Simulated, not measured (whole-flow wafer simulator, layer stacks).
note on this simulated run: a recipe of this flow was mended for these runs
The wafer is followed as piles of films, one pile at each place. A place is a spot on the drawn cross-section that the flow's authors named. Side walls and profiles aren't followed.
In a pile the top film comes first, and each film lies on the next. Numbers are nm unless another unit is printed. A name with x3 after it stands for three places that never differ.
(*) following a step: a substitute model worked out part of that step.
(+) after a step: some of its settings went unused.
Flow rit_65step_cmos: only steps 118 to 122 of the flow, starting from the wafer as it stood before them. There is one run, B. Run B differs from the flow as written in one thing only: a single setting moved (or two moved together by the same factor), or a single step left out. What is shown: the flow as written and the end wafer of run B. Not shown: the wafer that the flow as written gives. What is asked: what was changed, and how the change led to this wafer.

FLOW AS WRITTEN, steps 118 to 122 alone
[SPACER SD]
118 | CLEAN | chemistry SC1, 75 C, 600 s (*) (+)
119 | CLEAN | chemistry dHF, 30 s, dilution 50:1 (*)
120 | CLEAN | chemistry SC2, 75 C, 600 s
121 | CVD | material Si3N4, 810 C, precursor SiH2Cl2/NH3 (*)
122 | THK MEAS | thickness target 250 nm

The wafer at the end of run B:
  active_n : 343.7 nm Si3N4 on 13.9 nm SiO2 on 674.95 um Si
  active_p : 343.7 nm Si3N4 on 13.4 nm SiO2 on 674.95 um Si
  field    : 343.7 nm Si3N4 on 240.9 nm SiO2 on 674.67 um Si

Cause: step 121, CVD: 841 C was run, though the flow has 810 C.

Step by step, how the change led to this:
  121 | CVD | material Si3N4, 810 C, precursor SiH2Cl2/NH3 (*)
      field, field_pw, field_nw and 11 more: Si3N4 gains 343.7 (new film) (in the flow as written it would be: Si3N4 gains 250 (new film))
